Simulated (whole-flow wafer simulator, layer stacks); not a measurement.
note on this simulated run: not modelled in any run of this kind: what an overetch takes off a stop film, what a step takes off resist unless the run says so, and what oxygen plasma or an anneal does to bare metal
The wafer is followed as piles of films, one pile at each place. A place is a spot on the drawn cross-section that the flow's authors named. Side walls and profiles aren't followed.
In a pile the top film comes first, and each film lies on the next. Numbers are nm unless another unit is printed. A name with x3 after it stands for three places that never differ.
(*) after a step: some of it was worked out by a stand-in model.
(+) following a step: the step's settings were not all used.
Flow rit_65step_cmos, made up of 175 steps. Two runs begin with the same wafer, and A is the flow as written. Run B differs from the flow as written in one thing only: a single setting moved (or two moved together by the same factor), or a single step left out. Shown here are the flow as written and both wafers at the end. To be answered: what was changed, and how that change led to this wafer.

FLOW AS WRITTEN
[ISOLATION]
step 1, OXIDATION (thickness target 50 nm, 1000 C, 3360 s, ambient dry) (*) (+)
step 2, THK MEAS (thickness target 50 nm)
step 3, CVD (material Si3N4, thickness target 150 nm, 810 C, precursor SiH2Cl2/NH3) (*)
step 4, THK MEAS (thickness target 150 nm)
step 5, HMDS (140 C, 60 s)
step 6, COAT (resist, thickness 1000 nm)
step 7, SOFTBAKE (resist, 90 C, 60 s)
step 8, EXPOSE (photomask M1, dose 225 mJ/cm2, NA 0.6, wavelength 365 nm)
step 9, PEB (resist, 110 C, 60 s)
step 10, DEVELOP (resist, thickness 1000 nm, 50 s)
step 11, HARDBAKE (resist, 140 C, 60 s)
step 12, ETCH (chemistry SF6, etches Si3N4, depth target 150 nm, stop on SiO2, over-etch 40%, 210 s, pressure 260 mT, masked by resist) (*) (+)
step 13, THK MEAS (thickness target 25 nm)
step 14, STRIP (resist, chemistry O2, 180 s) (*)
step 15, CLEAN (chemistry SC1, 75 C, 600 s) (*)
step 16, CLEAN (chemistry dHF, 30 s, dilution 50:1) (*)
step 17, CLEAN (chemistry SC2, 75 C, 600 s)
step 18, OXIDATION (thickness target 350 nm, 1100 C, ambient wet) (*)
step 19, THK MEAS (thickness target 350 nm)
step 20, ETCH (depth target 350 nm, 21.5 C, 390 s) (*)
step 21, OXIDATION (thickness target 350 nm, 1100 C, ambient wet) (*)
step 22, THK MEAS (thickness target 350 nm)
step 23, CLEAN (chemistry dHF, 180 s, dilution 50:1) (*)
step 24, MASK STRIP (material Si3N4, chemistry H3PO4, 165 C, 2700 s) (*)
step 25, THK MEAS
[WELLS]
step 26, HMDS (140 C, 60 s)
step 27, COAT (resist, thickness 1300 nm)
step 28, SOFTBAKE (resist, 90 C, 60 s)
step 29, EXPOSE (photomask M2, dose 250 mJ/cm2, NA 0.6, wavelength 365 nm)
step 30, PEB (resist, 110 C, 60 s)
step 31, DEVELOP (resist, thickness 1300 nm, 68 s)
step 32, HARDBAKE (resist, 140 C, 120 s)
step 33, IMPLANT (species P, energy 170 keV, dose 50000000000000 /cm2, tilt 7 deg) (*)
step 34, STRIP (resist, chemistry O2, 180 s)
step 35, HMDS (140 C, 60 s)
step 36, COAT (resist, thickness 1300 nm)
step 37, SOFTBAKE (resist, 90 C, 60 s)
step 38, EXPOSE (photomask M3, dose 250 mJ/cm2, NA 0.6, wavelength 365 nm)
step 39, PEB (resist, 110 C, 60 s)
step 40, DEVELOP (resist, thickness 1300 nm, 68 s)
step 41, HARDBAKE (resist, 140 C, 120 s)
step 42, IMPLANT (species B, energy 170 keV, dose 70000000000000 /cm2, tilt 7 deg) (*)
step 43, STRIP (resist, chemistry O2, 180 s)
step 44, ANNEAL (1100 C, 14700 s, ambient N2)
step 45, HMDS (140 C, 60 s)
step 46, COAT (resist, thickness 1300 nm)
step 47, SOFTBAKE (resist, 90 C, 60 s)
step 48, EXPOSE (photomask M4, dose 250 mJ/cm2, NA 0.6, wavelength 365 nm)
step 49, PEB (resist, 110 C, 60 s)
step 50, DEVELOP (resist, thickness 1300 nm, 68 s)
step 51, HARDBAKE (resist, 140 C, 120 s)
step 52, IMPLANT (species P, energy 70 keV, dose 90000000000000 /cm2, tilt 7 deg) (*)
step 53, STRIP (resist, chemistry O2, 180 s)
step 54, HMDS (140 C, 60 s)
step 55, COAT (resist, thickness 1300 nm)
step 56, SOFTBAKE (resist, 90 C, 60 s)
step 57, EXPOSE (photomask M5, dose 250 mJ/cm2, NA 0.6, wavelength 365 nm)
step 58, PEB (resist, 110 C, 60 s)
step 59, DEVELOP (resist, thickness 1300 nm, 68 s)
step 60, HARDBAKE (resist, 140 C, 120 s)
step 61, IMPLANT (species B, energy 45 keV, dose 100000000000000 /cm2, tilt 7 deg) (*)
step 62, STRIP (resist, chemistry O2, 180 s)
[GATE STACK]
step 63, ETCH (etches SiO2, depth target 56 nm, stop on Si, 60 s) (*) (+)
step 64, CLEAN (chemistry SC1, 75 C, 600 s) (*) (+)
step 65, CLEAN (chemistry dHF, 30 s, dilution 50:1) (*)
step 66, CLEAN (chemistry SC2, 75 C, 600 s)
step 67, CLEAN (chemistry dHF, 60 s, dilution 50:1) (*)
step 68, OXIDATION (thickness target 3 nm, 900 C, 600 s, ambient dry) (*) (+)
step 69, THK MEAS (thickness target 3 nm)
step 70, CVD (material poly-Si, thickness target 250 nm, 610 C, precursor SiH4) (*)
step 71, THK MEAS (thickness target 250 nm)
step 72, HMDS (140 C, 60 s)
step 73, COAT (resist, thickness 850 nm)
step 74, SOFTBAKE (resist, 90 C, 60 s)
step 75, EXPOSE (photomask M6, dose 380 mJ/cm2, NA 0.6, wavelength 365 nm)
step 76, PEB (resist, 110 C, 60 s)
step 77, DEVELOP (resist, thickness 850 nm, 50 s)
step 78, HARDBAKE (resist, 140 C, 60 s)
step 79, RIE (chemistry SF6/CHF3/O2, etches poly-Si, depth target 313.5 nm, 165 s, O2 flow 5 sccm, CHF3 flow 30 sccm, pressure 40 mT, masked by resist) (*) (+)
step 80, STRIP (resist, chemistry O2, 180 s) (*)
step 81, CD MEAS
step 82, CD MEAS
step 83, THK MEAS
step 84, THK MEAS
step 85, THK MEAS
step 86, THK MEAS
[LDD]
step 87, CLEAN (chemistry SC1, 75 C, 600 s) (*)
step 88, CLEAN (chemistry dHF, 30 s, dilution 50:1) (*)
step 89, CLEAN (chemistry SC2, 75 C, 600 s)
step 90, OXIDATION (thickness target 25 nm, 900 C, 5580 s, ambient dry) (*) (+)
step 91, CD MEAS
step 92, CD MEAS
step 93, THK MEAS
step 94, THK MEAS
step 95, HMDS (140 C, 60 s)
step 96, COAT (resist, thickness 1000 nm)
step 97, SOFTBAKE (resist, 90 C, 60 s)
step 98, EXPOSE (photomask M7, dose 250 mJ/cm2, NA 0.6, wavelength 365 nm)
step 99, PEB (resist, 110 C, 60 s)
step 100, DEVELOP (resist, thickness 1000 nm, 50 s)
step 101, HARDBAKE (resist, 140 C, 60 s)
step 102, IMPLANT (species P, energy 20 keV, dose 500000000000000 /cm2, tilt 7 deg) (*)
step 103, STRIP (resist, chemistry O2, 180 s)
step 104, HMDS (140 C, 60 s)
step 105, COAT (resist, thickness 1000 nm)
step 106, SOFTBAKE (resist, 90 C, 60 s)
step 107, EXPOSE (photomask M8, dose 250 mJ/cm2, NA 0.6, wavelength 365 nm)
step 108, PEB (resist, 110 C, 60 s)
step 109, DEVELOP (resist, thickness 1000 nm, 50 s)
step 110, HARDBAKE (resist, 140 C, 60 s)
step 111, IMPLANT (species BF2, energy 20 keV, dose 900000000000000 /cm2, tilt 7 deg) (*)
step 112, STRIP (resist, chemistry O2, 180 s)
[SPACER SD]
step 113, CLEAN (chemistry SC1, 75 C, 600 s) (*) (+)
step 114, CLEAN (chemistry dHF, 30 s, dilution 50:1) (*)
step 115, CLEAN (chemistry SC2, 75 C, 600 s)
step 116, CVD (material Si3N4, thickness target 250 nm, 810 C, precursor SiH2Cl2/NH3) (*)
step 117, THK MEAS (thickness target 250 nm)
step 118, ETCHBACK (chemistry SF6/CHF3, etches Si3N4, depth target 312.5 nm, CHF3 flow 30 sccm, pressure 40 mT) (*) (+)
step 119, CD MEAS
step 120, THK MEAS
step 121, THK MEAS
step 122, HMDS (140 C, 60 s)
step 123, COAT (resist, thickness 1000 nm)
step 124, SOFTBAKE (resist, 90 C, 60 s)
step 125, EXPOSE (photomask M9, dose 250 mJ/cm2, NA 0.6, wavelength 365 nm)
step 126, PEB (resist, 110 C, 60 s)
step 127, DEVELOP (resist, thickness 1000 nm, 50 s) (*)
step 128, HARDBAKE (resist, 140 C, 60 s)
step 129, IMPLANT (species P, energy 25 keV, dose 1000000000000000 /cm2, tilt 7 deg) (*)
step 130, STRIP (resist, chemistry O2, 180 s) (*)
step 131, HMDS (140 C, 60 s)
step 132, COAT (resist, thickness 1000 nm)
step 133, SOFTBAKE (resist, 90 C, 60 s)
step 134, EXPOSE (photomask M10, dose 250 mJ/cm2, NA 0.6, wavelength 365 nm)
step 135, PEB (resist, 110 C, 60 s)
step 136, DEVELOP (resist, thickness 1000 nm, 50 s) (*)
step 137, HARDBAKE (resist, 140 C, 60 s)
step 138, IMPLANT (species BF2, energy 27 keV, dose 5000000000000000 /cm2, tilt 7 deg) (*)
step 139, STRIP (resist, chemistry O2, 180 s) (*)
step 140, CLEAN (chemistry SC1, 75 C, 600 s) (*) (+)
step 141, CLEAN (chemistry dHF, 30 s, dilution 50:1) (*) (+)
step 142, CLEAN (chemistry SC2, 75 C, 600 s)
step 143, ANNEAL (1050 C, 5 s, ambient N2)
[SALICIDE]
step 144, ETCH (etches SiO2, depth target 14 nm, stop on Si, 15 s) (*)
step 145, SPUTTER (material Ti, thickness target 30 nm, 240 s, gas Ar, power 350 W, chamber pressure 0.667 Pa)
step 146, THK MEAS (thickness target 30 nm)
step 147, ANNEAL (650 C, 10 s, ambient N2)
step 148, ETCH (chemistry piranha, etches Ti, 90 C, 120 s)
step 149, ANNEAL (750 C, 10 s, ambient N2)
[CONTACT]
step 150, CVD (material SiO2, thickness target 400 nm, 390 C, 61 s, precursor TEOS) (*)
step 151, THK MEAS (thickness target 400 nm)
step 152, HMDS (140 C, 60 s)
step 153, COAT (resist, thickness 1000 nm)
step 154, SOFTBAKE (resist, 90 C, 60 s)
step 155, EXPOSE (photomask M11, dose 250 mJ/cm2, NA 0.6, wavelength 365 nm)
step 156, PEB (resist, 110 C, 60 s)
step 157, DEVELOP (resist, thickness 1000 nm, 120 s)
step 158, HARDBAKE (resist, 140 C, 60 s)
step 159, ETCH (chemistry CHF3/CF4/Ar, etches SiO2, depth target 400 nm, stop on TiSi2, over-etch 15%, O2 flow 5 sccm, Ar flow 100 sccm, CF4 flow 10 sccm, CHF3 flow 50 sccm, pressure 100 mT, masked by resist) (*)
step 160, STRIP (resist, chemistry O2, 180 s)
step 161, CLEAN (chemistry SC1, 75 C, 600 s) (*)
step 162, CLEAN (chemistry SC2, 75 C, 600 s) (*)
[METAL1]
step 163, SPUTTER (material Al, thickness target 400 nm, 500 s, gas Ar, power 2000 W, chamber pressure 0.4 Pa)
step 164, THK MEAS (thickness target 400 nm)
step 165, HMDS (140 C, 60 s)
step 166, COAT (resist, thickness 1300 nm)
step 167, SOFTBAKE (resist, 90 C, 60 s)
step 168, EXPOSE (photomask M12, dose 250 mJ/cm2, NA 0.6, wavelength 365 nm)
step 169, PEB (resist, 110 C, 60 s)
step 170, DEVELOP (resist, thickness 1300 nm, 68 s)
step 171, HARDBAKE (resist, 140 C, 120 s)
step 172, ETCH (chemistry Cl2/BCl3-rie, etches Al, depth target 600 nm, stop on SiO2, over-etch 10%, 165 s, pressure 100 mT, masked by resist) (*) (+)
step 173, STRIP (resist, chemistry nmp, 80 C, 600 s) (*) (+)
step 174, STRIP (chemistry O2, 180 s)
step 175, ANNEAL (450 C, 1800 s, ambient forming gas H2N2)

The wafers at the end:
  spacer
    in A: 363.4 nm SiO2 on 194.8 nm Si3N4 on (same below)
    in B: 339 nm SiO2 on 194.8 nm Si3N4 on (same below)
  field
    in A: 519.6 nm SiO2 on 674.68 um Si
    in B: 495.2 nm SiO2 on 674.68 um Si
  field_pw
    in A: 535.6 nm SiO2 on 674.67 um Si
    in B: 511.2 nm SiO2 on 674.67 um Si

Cause: step 163, SPUTTER: thickness target 205 nm was run, though the flow has thickness target 400 nm; step 163, SPUTTER: 256 s was run, where the flow has 500 s.

How this came from the change, step by step:
  step 163, SPUTTER (material Al, thickness target 400 nm, 500 s, gas Ar, power 2000 W, chamber pressure 0.4 Pa)
      field, field_p, spacer, spacer_p: A Al gains 400 (new film) | B Al gains 205 (new film)
      gate_n, gate_p: A Al gains 396 (new film) | B Al gains 205 (new film)
      (and at 2 other places as well)
  step 172, ETCH (chemistry Cl2/BCl3-rie, etches Al, depth target 600 nm, stop on SiO2, over-etch 10%, 165 s, pressure 100 mT, masked by resist) (*) (+)
      field, field_p, spacer, spacer_p: A Al loses 400 (all of it), SiO2 loses 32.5 | B Al loses 205 (all of it), SiO2 loses 56.9
      gate_n, gate_p: A Al loses 396 (all of it), SiO2 loses 33 | B Al loses 205 (all of it), SiO2 loses 56.9
      (and at 2 other places as well)
